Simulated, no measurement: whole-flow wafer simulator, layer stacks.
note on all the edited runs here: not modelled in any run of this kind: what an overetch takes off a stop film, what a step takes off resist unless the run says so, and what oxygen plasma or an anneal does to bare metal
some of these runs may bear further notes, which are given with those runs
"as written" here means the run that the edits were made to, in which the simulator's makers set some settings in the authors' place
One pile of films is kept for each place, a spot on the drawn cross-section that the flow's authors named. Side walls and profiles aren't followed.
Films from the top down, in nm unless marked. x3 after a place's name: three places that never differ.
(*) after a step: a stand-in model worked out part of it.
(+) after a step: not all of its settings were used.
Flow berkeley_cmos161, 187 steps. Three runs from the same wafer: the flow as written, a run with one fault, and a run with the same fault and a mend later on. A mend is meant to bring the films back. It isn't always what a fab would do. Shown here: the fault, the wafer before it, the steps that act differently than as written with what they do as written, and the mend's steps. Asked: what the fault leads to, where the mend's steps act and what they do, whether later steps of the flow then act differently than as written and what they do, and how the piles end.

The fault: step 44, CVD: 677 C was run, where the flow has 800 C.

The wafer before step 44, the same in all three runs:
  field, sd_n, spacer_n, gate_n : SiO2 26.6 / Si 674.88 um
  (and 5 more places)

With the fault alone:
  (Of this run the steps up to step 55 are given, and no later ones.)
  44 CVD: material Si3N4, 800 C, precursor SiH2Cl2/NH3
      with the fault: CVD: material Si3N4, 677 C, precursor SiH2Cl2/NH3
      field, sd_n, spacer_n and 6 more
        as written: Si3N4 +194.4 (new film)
        with the fault: Si3N4 +23.6 (new film)
  Later steps of the flow that act differently than as written:
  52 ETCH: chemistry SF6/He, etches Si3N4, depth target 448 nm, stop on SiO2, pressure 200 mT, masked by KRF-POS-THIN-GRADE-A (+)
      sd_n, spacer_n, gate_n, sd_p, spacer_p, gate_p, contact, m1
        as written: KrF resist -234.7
        with the fault: KrF resist -49
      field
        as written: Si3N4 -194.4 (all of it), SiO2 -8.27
        with the fault: Si3N4 -23.6 (all of it), SiO2 -8.27
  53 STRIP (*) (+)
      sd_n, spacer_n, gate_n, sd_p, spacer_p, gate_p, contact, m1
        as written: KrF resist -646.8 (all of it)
        with the fault: KrF resist -832.4 (all of it)
  After step 55 the piles differ from the flow's by more than 2% or 0.5 nm, whichever is larger, at sd_n, spacer_n, gate_n, sd_p, spacer_p, gate_p, contact, m1.
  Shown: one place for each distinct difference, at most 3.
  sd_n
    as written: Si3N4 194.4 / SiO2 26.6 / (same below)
    with the fault: Si3N4 23.6 / SiO2 26.6 / (same below)

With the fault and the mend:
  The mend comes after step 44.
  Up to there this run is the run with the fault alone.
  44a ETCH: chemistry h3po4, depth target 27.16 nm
      field, sd_n, spacer_n and 6 more
        Si3N4 -23.6 (all of it)
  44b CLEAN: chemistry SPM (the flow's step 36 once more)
      changes no film at any place that is followed
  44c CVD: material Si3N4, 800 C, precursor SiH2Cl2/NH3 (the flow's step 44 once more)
      field, sd_n, spacer_n and 6 more
        Si3N4 +194.4 (new film)
  No later step of the flow acts differently than as written at any place that is followed.
  At the end the piles are the same as the flow's at every place that both follow.
